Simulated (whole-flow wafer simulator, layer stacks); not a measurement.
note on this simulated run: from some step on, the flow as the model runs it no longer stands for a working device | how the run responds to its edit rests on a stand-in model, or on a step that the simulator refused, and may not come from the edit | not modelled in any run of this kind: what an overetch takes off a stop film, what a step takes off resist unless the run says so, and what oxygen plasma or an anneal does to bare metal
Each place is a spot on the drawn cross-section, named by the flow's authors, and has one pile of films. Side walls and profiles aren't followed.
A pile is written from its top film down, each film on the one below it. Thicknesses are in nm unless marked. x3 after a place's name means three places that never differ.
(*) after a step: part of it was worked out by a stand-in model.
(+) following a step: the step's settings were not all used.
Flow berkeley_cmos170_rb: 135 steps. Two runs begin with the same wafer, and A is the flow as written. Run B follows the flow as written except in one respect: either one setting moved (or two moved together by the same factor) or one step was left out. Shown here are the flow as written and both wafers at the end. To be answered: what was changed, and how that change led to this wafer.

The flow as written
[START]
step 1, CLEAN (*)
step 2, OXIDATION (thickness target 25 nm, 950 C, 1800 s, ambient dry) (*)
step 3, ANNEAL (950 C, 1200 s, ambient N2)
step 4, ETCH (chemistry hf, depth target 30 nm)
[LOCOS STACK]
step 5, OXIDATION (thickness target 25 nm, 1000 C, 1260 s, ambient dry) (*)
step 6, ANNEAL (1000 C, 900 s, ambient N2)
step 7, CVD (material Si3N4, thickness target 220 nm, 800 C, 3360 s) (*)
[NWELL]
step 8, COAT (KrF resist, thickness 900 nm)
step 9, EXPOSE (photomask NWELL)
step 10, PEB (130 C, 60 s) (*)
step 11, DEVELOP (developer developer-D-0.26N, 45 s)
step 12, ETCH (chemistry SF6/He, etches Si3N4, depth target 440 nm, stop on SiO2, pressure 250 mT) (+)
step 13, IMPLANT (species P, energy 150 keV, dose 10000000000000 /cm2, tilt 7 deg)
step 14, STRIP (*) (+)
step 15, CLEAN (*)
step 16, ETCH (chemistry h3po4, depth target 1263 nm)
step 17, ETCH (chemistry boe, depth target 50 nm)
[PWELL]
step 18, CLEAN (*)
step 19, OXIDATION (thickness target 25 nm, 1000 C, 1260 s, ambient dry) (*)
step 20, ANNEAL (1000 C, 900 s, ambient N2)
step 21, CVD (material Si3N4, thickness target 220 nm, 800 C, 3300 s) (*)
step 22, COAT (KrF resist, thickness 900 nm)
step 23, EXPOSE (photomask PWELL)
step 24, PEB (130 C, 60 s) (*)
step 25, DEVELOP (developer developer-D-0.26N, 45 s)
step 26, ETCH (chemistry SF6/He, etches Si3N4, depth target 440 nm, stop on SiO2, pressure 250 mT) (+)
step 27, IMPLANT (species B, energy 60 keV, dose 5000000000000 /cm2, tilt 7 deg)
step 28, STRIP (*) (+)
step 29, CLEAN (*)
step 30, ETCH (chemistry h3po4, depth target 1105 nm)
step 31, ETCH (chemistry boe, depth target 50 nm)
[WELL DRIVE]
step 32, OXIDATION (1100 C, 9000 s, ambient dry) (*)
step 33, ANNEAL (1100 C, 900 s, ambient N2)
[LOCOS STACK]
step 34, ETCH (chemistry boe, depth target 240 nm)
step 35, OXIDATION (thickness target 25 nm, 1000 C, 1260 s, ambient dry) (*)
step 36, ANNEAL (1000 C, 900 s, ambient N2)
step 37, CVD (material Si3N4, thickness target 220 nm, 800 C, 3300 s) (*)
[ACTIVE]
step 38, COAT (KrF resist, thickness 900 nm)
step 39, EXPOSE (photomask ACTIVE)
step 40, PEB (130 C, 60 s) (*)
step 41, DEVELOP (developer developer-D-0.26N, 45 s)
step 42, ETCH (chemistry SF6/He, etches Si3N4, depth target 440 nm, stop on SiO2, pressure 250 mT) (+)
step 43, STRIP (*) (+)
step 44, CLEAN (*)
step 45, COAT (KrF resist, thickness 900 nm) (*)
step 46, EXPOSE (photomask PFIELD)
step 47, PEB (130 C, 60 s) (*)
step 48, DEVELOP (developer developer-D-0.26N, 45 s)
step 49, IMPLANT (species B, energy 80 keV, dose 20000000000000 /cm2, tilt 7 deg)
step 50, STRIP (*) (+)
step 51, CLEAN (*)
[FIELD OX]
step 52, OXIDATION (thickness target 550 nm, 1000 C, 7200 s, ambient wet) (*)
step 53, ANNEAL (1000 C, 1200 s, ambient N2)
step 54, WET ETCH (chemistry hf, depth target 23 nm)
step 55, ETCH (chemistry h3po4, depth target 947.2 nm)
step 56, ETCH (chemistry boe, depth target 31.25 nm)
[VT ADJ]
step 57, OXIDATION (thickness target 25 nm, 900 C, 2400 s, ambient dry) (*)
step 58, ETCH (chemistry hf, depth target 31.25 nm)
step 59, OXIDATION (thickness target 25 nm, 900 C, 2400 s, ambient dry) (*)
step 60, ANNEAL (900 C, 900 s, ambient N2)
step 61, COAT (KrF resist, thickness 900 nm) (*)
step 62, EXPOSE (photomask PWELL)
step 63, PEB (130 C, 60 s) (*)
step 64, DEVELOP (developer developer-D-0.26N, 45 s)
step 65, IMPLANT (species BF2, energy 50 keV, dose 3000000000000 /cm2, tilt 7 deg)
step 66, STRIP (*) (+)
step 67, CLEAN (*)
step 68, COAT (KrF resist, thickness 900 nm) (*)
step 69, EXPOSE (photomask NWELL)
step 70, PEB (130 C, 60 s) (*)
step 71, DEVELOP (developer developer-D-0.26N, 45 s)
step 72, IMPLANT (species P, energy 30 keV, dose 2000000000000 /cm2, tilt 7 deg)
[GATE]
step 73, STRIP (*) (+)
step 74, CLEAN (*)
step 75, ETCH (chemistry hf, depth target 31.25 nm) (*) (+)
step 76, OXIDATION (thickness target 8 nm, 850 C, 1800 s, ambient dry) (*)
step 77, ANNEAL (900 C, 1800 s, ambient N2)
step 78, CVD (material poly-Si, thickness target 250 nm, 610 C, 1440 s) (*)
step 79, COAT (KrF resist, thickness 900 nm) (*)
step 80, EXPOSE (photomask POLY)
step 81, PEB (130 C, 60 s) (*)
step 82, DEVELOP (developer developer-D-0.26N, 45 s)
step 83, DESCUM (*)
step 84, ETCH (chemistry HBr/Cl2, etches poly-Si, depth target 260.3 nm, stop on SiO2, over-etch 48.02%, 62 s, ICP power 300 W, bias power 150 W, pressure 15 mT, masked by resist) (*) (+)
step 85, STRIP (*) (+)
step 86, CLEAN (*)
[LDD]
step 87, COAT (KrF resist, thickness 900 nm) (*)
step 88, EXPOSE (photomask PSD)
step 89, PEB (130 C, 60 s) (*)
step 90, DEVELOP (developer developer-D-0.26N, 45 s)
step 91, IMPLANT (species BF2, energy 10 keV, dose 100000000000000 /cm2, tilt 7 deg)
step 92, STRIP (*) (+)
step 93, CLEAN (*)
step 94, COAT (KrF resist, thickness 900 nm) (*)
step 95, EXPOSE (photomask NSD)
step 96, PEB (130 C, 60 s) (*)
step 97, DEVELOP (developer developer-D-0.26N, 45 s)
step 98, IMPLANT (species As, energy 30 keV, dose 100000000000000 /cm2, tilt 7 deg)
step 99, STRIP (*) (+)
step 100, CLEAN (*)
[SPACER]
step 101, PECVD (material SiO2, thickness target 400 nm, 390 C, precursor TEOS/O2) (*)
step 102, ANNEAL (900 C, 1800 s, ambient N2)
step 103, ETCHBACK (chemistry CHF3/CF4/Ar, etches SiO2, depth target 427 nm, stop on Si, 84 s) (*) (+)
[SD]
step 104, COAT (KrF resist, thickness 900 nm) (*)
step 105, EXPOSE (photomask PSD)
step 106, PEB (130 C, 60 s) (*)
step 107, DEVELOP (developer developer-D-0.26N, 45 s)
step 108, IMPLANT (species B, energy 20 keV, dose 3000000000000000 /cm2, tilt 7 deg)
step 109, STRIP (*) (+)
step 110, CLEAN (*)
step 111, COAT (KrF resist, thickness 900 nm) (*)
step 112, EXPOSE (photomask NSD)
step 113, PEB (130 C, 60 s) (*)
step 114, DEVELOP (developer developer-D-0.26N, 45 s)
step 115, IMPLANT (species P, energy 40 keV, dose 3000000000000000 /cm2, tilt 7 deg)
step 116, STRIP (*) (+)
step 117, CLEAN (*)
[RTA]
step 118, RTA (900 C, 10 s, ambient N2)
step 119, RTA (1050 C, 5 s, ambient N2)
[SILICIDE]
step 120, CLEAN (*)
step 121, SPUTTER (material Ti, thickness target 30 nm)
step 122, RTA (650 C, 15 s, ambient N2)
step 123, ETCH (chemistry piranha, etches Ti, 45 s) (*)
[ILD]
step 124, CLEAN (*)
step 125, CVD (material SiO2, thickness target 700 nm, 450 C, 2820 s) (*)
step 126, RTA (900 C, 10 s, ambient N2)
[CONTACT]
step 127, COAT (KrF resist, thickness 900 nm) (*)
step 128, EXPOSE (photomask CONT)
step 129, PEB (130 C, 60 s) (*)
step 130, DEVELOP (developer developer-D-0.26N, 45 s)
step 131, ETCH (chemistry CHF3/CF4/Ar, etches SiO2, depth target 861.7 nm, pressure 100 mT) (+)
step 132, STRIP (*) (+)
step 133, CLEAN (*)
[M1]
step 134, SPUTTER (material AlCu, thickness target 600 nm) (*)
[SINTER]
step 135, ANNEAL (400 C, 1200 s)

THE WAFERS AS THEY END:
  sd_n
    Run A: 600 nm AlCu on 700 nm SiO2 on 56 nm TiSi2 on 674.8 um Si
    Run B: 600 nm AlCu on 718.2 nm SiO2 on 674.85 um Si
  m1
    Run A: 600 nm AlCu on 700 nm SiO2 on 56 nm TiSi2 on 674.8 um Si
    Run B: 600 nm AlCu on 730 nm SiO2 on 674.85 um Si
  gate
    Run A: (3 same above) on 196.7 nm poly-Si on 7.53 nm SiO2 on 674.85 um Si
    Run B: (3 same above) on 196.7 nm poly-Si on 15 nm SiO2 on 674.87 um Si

The reason: step 34, ETCH: depth target 122 nm was run, whereas the flow has depth target 240 nm.

Step by step, how the change led to this:
  step 34, ETCH (chemistry boe, depth target 240 nm)
      field, sd_n, spacer_n and 6 more: A SiO2 loses 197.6 (all of it) | B SiO2 loses 122
  step 35, OXIDATION (thickness target 25 nm, 1000 C, 1260 s, ambient dry) (*)
      field, sd_n, spacer_n and 6 more: A SiO2 gains 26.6 (new film), Si loses 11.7 | B SiO2 gains 13.1, Si loses 5.74
  step 52, OXIDATION (thickness target 550 nm, 1000 C, 7200 s, ambient wet) (*)
      spacer_n: A SiO2 gains 12.9 (new film), Si3N4 loses 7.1 | B SiO2 gains 12.9 (new film), Si3N4 loses 7.1, SiO2 gains 0.17, Si loses 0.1
      gate: A SiO2 gains 12.9 (new film), Si3N4 loses 7.1, SiO2 gains 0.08, Si loses 0.08 | B SiO2 gains 12.9 (new film), Si3N4 loses 7.1, SiO2 gains 0.1
      (also at 7 further places)
  step 56, ETCH (chemistry boe, depth target 31.25 nm)
      gate, sd_p, spacer_p, contact: A SiO2 loses 26.6 (all of it) | B SiO2 loses 31.2
      spacer_n, gate_p: A SiO2 loses 26.6 (all of it) | B SiO2 loses 31.3
      (also at 2 further places)
  step 57, OXIDATION (thickness target 25 nm, 900 C, 2400 s, ambient dry) (*)
      gate, spacer_p, gate_p: A SiO2 gains 15 (new film), Si loses 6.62 | B SiO2 gains 7.9, Si loses 3.47
      sd_n: A SiO2 gains 15 (new film), Si loses 6.62 | B SiO2 gains 4.51, Si loses 1.98
      (also at 4 further places)
  step 58, ETCH (chemistry hf, depth target 31.25 nm)
      sd_n, spacer_n, gate, sd_p, spacer_p, gate_p, m1: A SiO2 loses 15 (all of it) | B SiO2 loses 31.2
      contact: A SiO2 loses 15 (all of it) | B SiO2 loses 31.3
  step 59, OXIDATION (thickness target 25 nm, 900 C, 2400 s, ambient dry) (*)
      spacer_n, gate, spacer_p, gate_p: A SiO2 gains 15 (new film), Si loses 6.62 | B SiO2 gains 7.75, Si loses 3.41
      sd_n: A SiO2 gains 15 (new film), Si loses 6.62 | B SiO2 gains 6.91, Si loses 3.04
      (also at 3 further places)
  step 75, ETCH (chemistry hf, depth target 31.25 nm) (*) (+)
      sd_n, spacer_n, gate, sd_p, spacer_p, gate_p, contact, m1: A SiO2 loses 15 (all of it) | B SiO2 loses 31.2
  step 76, OXIDATION (thickness target 8 nm, 850 C, 1800 s, ambient dry) (*)
      gate, spacer_p, gate_p: A SiO2 gains 7.53 (new film), Si loses 3.31 | B SiO2 gains 4.36, Si loses 1.92
      sd_n: A SiO2 gains 7.53 (new film), Si loses 3.31 | B SiO2 gains 3.24, Si loses 1.43
      (also at 4 further places)
  step 85, STRIP (*) (+)
      gate: A KrF resist loses 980 (all of it) | B KrF resist loses 1002.1 (all of it)
      gate_p: A KrF resist loses 979.9 (all of it) | B KrF resist loses 1002.1 (all of it)
  step 87, COAT (KrF resist, thickness 900 nm) (*)
      gate: A KrF resist gains 706 (new film) | B KrF resist gains 720.8 (new film)
  step 92, STRIP (*) (+)
      gate: A KrF resist loses 691.8 (all of it) | B KrF resist loses 706.6 (all of it)
  step 94, COAT (KrF resist, thickness 900 nm) (*)
      gate: A KrF resist gains 706 (new film) | B KrF resist gains 720.8 (new film)
  step 97, DEVELOP (developer developer-D-0.26N, 45 s)
      gate: A KrF resist loses 706 (all of it) | B KrF resist loses 720.8 (all of it)
  step 103, ETCHBACK (chemistry CHF3/CF4/Ar, etches SiO2, depth target 427 nm, stop on Si, 84 s) (*) (+)
      sd_n, m1: A SiO2 loses 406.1 (all of it) | B SiO2 loses 427
      sd_p: A SiO2 loses 388.4 (all of it) | B SiO2 loses 407.7 (all of it)
  step 104, COAT (KrF resist, thickness 900 nm) (*)
      sd_p: A KrF resist gains 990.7 (new film) | B KrF resist gains 1012.4 (new film)
  ... another 9 steps ...
  step 132, STRIP (*) (+)
      field: A KrF resist loses 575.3 (all of it) | B KrF resist loses 563.5 (all of it)
      sd_p: A KrF resist loses 810.2 (all of it) | B KrF resist loses 833.2 (all of it)
